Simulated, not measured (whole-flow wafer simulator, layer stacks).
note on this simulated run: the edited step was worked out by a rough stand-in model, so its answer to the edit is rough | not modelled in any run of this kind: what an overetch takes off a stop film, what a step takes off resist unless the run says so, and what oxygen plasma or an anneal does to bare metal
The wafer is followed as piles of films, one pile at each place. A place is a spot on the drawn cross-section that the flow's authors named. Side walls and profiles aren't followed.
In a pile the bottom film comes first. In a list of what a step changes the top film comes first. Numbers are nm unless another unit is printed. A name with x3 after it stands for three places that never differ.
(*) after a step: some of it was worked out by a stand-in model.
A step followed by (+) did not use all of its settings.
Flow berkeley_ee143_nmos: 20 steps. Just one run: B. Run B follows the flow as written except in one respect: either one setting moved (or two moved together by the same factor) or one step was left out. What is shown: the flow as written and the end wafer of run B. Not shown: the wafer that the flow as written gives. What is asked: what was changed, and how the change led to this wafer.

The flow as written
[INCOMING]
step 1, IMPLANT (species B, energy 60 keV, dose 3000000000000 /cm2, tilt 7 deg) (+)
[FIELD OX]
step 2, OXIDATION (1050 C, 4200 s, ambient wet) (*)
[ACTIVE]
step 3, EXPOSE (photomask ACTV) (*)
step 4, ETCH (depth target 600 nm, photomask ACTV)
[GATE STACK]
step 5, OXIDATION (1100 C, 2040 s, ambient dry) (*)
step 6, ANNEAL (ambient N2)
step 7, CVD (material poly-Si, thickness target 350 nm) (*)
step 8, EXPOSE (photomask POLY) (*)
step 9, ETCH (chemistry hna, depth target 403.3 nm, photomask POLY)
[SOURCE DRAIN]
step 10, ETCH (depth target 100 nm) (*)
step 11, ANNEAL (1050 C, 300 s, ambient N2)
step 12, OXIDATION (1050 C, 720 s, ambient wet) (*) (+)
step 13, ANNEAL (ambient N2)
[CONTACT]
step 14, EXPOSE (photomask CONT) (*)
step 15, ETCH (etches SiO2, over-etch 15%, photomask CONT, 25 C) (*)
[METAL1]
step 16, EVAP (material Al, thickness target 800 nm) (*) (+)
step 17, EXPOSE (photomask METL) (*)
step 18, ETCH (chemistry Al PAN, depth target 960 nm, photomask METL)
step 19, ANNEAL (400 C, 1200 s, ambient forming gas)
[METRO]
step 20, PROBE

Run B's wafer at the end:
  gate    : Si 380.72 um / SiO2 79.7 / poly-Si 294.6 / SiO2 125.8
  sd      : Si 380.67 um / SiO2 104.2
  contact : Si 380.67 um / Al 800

What caused this: step 12, OXIDATION: 324 s was run, though the flow has 720 s.

The path from the change to this, step by step:
  step 12, OXIDATION (1050 C, 720 s, ambient wet) (*) (+)
      sd, contact: +104.2 SiO2 (new film), -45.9 Si (it would be, as written: +189.4 SiO2 (new film), -83.4 Si)
      gate: +125.8 SiO2 (new film), -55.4 poly-Si (it would be, as written: +217.6 SiO2 (new film), -95.7 poly-Si)
      (and at 1 other place as well)
  step 15, ETCH (etches SiO2, over-etch 15%, photomask CONT, 25 C) (*)
      contact: -104.2 SiO2 (all of it) (it would be, as written: -189.4 SiO2 (all of it))
